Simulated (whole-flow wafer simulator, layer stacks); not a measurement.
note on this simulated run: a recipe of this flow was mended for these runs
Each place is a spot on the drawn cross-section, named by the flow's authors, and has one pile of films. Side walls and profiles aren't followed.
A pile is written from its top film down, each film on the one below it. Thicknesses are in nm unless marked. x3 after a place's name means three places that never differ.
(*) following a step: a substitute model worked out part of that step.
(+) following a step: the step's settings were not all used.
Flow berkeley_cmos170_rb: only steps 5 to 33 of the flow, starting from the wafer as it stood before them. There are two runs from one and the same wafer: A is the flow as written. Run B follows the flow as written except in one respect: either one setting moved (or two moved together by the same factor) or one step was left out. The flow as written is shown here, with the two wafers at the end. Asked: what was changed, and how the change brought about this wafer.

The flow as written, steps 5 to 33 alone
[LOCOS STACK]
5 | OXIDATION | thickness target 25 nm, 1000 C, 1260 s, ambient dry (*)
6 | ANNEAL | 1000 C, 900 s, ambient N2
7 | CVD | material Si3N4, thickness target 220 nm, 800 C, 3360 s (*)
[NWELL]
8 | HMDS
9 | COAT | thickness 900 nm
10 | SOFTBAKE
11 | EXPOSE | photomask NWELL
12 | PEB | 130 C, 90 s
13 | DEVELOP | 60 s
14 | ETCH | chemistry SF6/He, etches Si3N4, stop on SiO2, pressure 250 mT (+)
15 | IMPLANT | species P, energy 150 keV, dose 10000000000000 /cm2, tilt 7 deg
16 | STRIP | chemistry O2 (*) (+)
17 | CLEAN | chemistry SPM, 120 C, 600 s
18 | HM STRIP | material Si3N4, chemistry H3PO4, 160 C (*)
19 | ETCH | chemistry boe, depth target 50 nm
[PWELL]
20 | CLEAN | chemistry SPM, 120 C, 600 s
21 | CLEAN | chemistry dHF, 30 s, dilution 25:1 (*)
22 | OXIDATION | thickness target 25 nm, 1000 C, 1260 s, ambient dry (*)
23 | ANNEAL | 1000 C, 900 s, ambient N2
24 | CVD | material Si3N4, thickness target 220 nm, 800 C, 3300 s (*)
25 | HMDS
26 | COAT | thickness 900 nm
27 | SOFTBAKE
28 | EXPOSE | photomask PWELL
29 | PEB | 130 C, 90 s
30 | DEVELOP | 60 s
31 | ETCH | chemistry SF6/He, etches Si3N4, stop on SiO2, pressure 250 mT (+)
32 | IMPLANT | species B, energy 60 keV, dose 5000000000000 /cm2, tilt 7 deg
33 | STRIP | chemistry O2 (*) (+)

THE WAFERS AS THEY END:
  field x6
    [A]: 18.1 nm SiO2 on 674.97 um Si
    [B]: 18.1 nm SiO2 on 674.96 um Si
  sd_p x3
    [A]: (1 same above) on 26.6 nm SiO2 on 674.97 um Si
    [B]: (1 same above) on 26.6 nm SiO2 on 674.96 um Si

What caused this: step 5, OXIDATION: thickness target 75 nm was run, though the flow has thickness target 25 nm; step 5, OXIDATION: 3780 s was run, where the flow has 1260 s.

The path from the change to this, step by step:
  5 | OXIDATION | thickness target 25 nm, 1000 C, 1260 s, ambient dry (*)
      field x6, sd_p x3: A SiO2 gains 26.6 (new film), Si loses 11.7 | B SiO2 gains 50.4 (new film), Si loses 22.2
  19 | ETCH | chemistry boe, depth target 50 nm
      field x6: A SiO2 loses 23.1 (all of it) | B SiO2 loses 47 (all of it)
      sd_p x3: A SiO2 loses 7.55 (all of it) | B SiO2 loses 31.4 (all of it)
